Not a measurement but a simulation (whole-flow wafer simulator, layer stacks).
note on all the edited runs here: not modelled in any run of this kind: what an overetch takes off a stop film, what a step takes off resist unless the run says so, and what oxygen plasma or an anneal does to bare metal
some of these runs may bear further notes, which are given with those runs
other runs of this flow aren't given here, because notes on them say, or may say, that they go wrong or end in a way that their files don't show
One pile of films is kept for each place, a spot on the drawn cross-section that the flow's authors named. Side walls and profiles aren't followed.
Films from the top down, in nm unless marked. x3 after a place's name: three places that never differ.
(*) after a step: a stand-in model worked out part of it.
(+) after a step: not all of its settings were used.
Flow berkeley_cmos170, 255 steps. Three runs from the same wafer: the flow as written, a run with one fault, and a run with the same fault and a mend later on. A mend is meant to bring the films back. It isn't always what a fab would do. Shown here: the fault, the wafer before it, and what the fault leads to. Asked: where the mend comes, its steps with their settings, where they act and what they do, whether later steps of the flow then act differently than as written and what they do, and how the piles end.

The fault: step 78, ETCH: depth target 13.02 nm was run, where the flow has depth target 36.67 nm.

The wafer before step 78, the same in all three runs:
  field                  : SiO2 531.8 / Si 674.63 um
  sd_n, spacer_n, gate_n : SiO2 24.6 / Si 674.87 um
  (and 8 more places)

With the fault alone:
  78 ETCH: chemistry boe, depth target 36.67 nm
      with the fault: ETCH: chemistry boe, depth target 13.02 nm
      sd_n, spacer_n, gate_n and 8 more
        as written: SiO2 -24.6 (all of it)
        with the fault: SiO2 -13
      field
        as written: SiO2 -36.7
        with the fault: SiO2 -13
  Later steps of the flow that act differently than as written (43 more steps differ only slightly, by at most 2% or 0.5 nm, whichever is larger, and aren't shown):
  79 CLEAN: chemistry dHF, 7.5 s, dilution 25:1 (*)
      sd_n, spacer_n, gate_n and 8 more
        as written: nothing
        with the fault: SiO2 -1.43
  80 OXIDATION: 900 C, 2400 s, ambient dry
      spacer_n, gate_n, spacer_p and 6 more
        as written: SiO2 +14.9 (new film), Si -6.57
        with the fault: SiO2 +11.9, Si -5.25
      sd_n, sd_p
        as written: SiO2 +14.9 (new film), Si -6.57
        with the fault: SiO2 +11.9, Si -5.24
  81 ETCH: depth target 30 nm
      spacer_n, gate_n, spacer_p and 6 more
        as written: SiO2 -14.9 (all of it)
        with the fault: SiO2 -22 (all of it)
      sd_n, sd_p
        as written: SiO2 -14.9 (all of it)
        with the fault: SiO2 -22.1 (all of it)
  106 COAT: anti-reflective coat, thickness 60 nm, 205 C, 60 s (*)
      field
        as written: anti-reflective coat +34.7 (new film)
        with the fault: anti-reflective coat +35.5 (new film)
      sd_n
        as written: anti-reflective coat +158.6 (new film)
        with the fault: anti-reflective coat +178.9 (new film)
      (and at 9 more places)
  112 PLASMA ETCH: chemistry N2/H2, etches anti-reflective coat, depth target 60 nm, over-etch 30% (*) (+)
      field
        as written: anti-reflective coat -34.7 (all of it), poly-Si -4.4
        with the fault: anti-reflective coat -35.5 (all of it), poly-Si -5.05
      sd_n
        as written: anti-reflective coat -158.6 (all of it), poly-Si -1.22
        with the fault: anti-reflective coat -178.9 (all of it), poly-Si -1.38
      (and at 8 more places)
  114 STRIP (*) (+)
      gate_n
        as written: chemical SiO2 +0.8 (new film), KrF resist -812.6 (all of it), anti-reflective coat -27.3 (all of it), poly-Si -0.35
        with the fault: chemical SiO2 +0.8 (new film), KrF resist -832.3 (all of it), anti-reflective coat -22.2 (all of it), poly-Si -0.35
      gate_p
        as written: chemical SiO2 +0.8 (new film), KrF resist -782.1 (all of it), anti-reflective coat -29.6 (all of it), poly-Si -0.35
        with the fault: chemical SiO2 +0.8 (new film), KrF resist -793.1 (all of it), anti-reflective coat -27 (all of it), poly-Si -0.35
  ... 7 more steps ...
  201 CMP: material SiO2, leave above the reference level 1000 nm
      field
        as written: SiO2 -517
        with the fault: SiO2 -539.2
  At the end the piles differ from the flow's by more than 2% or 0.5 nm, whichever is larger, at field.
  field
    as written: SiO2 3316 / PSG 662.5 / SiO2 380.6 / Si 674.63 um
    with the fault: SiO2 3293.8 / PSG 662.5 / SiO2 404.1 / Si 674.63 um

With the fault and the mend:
  The mend comes after step 78.
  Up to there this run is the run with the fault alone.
  78a ETCH: chemistry boe, depth target 23.65 nm (the flow's step 78 once more, with other settings)
      spacer_n, gate_n, spacer_p and 6 more
        SiO2 -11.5 (all of it)
      sd_n, sd_p
        SiO2 -11.6 (all of it)
      field
        SiO2 -23.6
  No later step of the flow acts differently than as written, at any place that is followed, by more than 2% or 0.5 nm, whichever is larger.
  At the end the piles are the same as the flow's at every place that both follow.
